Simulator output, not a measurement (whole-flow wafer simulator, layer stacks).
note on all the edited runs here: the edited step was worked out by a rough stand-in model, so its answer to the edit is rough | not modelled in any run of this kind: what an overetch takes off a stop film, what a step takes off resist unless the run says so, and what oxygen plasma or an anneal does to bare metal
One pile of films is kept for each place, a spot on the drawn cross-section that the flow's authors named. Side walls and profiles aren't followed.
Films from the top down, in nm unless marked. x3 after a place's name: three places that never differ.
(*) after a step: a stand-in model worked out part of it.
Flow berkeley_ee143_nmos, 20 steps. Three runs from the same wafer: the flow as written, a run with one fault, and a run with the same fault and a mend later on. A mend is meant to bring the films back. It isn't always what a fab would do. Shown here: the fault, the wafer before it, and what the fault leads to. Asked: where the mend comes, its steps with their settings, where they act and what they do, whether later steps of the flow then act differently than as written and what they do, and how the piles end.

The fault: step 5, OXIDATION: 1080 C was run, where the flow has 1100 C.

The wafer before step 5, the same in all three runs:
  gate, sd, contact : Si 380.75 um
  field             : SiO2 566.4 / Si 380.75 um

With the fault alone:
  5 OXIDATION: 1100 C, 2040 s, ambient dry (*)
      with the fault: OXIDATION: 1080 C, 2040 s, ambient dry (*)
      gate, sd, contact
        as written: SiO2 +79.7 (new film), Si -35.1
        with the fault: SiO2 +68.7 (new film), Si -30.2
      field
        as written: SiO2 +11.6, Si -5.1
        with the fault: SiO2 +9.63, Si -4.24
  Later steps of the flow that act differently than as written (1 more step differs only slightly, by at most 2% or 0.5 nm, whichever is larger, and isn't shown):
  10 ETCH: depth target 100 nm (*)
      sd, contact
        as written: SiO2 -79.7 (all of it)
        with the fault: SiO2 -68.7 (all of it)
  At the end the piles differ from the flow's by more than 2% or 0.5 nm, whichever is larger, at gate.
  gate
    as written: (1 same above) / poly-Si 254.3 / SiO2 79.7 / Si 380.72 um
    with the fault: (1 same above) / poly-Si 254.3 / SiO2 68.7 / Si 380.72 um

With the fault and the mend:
  The mend comes after step 5.
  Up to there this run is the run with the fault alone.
  5a OXIDATION: 1100 C, 505 s, ambient dry (*) (the flow's step 5 once more, with other settings)
      gate, sd, contact
        SiO2 +11, Si -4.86
      field
        SiO2 +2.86, Si -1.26
  No later step of the flow acts differently than as written, at any place that is followed, by more than 2% or 0.5 nm, whichever is larger.
  At the end the piles differ from the flow's only slightly at the places that both follow, by at most 2% or 0.5 nm, whichever is larger.
